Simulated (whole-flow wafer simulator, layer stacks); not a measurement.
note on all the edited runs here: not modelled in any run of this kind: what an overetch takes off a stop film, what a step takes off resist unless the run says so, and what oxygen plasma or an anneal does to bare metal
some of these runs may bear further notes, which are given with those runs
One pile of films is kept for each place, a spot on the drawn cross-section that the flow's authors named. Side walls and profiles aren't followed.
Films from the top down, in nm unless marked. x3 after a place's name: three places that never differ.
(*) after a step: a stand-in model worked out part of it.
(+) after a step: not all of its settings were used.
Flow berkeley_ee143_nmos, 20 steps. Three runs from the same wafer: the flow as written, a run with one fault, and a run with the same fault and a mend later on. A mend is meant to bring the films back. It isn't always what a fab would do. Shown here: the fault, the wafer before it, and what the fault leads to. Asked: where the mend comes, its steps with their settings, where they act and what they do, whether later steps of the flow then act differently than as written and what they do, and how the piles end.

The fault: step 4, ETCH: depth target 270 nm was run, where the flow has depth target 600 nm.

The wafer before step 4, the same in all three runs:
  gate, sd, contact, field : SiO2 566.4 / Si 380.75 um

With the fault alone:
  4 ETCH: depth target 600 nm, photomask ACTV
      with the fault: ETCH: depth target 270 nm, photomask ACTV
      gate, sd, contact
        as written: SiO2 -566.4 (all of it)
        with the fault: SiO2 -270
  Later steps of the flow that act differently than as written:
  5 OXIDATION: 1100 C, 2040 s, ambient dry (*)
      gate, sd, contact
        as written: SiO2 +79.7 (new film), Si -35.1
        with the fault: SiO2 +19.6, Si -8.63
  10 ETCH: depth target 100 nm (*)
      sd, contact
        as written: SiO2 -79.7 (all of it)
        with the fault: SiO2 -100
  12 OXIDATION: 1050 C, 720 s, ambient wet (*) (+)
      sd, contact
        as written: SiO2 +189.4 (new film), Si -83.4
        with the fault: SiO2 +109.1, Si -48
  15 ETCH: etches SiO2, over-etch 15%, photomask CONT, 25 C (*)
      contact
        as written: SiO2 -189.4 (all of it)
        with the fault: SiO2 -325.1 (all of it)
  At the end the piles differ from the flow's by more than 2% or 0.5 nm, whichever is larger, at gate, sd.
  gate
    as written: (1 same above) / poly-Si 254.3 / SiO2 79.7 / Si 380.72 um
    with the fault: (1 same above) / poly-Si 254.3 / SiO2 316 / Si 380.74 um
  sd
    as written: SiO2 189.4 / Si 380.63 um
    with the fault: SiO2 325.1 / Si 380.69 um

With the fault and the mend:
  The mend comes after step 4.
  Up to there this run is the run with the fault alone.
  4a ETCH: depth target 330 nm, photomask ACTV (the flow's step 4 once more, with other settings)
      gate, sd, contact
        SiO2 -296.4 (all of it)
  No later step of the flow acts differently than as written at any place that is followed.
  At the end the piles are the same as the flow's at every place that both follow.
